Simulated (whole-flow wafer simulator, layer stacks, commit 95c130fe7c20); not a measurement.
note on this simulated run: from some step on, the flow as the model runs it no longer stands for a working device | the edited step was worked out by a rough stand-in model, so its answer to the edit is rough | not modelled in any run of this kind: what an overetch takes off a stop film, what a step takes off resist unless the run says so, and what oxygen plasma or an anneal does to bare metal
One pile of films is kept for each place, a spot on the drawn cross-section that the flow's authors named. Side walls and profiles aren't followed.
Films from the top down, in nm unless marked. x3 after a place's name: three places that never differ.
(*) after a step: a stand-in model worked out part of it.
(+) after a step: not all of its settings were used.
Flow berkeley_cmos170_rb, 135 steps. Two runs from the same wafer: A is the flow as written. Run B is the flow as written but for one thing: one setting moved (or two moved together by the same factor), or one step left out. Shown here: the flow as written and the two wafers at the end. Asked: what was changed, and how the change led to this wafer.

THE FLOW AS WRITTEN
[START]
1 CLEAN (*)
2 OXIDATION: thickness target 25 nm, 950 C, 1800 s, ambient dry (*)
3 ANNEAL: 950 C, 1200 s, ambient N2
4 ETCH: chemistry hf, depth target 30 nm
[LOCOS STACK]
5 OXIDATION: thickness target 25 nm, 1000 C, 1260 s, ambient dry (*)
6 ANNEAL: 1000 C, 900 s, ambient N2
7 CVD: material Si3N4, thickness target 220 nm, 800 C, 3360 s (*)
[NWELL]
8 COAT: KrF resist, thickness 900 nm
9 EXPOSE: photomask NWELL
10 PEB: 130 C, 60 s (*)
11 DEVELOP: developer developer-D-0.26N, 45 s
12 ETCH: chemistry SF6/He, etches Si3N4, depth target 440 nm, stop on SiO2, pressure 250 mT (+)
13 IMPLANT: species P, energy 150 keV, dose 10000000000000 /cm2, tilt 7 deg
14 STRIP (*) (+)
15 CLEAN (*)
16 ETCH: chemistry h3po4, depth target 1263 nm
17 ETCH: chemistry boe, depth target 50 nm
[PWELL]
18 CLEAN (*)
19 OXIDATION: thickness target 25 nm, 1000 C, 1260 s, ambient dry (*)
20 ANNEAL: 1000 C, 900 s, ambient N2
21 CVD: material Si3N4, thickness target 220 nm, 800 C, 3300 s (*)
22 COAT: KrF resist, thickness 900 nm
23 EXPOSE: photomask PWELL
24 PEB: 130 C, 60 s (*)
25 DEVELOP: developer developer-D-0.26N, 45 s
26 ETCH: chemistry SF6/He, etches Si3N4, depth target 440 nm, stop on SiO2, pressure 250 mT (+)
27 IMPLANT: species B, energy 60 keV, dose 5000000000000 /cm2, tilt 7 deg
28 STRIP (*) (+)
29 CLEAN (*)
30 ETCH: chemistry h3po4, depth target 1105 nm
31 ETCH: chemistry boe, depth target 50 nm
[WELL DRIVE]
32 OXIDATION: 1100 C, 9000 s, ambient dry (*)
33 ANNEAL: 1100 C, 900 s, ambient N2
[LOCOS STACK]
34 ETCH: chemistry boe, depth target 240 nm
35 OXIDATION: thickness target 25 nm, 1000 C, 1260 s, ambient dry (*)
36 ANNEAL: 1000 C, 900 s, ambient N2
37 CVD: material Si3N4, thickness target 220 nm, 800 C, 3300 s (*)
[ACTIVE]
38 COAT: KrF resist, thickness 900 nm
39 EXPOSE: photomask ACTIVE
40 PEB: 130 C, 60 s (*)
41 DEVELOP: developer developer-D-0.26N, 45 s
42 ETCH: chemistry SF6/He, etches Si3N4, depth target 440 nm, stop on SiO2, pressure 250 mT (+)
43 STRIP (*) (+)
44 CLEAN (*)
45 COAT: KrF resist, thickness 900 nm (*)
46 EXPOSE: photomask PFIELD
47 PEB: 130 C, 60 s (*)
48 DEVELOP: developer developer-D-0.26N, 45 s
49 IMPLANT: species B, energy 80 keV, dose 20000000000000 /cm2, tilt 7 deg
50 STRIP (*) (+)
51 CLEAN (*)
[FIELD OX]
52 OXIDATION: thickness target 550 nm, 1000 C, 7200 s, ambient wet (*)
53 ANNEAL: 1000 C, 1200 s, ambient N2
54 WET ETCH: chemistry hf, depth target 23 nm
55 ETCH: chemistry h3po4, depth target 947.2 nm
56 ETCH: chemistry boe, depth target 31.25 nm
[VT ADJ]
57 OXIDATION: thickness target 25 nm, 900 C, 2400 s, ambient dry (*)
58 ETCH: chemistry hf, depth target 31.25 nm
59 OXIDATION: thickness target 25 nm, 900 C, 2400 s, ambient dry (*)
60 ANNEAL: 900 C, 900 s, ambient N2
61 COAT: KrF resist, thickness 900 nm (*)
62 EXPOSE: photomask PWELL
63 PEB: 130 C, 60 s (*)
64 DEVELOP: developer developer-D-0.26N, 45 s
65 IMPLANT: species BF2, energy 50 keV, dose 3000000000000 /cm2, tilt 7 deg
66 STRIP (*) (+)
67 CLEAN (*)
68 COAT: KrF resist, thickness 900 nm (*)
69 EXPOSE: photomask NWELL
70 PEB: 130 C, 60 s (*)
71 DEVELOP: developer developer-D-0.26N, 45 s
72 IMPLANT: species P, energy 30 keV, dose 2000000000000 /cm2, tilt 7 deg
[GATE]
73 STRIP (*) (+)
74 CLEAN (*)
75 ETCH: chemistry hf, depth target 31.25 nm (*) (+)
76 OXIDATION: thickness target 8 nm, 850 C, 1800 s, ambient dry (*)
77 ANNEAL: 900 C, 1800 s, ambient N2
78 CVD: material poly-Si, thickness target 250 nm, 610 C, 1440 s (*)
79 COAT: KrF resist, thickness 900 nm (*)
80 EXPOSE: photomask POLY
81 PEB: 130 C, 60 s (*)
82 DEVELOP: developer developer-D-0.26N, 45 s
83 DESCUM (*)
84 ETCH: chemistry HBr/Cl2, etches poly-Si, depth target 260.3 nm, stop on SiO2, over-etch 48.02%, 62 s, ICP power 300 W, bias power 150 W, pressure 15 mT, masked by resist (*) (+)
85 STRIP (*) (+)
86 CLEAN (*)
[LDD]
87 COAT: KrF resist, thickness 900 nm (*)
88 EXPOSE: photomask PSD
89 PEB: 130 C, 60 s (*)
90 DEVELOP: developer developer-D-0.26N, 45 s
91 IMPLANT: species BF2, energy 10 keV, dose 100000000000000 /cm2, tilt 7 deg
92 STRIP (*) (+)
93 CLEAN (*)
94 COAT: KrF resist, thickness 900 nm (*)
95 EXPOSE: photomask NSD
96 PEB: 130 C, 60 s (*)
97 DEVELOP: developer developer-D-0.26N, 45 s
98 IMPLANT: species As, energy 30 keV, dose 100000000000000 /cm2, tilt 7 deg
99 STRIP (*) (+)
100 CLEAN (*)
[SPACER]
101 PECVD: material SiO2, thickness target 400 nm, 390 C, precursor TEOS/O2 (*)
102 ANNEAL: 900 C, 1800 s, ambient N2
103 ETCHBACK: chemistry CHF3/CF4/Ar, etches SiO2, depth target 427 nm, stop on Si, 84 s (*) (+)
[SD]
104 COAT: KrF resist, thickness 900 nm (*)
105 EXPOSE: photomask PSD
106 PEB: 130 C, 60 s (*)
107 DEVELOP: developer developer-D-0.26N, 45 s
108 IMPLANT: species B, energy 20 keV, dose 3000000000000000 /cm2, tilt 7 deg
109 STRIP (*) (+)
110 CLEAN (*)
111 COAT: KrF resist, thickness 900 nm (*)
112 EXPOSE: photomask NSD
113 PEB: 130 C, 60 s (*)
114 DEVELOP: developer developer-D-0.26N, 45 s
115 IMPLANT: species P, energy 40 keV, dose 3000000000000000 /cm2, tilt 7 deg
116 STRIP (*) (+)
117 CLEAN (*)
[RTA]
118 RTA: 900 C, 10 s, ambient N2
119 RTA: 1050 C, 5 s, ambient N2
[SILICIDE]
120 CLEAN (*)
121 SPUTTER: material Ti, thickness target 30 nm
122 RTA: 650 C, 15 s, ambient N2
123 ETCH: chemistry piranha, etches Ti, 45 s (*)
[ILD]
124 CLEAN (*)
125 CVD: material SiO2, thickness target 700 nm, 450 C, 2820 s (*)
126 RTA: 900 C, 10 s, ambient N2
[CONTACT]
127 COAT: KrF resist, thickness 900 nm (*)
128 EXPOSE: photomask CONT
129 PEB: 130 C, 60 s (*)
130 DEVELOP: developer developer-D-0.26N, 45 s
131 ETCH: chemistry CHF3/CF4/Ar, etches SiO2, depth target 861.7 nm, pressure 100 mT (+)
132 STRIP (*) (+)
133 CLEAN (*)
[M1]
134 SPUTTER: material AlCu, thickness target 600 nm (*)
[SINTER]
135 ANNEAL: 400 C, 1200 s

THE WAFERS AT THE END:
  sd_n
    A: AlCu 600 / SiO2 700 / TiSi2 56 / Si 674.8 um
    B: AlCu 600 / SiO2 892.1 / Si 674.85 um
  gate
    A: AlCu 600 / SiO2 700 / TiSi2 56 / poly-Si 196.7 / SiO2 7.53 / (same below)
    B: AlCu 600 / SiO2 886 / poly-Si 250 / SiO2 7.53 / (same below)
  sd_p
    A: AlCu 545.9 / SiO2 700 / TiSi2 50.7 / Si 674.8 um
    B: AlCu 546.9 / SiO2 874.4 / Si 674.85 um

The cause: step 103, ETCHBACK: depth target 214 nm was run, where the flow has depth target 427 nm.

How the change led to this, step by step:
  103 ETCHBACK: chemistry CHF3/CF4/Ar, etches SiO2, depth target 427 nm, stop on Si, 84 s (*) (+)
      sd_n, contact, m1: A SiO2 -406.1 (all of it) | B SiO2 -214
      spacer_n, spacer_p: A SiO2 -157.9 | B nothing
      (and at 4 more places)
  104 COAT: KrF resist, thickness 900 nm (*)
      sd_n: A KrF resist +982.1 (new film) | B KrF resist +1004.9 (new film)
      spacer_n: A KrF resist +766.3 (new film) | B KrF resist +828 (new film)
      (and at 4 more places)
  107 DEVELOP: developer developer-D-0.26N, 45 s
      sd_p: A KrF resist -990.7 (all of it) | B KrF resist -1035.1 (all of it)
      spacer_p: A KrF resist -767.7 (all of it) | B KrF resist -826.6 (all of it)
      (and at 1 more place)
  109 STRIP (*) (+)
      sd_n: A KrF resist -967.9 (all of it) | B KrF resist -990.7 (all of it)
      spacer_n: A KrF resist -752.1 (all of it) | B KrF resist -813.8 (all of it)
      (and at 1 more place)
  111 COAT: KrF resist, thickness 900 nm (*)
      sd_n: A KrF resist +982.1 (new film) | B KrF resist +1004.9 (new film)
      spacer_n: A KrF resist +766.3 (new film) | B KrF resist +828 (new film)
      (and at 4 more places)
  114 DEVELOP: developer developer-D-0.26N, 45 s
      sd_n: A KrF resist -982.1 (all of it) | B KrF resist -1004.9 (all of it)
      spacer_n: A KrF resist -766.3 (all of it) | B KrF resist -828 (all of it)
      (and at 1 more place)
  116 STRIP (*) (+)
      sd_p: A KrF resist -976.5 (all of it) | B KrF resist -1020.9 (all of it)
      spacer_p: A KrF resist -753.5 (all of it) | B KrF resist -812.4 (all of it)
      (and at 1 more place)
  121 SPUTTER: material Ti, thickness target 30 nm
      spacer_n, spacer_p: A Ti +30 (new film) | B Ti +27.7 (new film)
      sd_p: A Ti +27.1 (new film) | B Ti +24.9 (new film)
  122 RTA: 650 C, 15 s, ambient N2
      sd_n, contact, m1: A Ti -23.4, TiSi first +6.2 (new film), TiSi2 C49 +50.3 (new film), Si -49 | B nothing
      gate, gate_p: A Ti -23.4, TiSi first +6.2 (new film), TiSi2 C49 +50.3 (new film), poly-Si -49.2 | B nothing
      (and at 1 more place)
  123 ETCH: chemistry piranha, etches Ti, 45 s (*)
      sd_n, gate, gate_p, contact, m1: A Ti -6.6 (all of it) | B Ti -30 (all of it)
      spacer_n, spacer_p: A Ti -30 (all of it) | B Ti -27.7 (all of it)
      (and at 1 more place)
  125 CVD: material SiO2, thickness target 700 nm, 450 C, 2820 s (*)
      sd_n, gate, sd_p, gate_p, contact, m1: A SiO2 +700 (new film) | B SiO2 +700
  126 RTA: 900 C, 10 s, ambient N2
      sd_n, contact, m1: A under 1 film: TiSi2 +56 (new film), TiSi first -6.2 (all of it), TiSi2 C49 -50.3 (all of it), Si -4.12 | B nothing
      gate, gate_p: A under 1 film: TiSi2 +56 (new film), TiSi first -6.2 (all of it), TiSi2 C49 -50.3 (all of it), poly-Si -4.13 | B nothing
      (and at 1 more place)
  127 COAT: KrF resist, thickness 900 nm (*)
      spacer_n: A KrF resist +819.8 (new film) | B KrF resist +852.9 (new film)
      sd_p: A KrF resist +1039.8 (new film) | B KrF resist +1065.7 (new film)
      (and at 1 more place)
  131 ETCH: chemistry CHF3/CF4/Ar, etches SiO2, depth target 861.7 nm, pressure 100 mT (+)
      contact: A SiO2 -700 (all of it), TiSi2 -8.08 | B SiO2 -861.7
  132 STRIP (*) (+)
      spacer_n: A KrF resist -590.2 (all of it) | B KrF resist -623.3 (all of it)
      sd_p: A KrF resist -810.2 (all of it) | B KrF resist -836.1 (all of it)
      (and at 1 more place)
  134 SPUTTER: material AlCu, thickness target 600 nm (*)
      contact: A AlCu +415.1 (new film) | B AlCu +379.4 (new film)
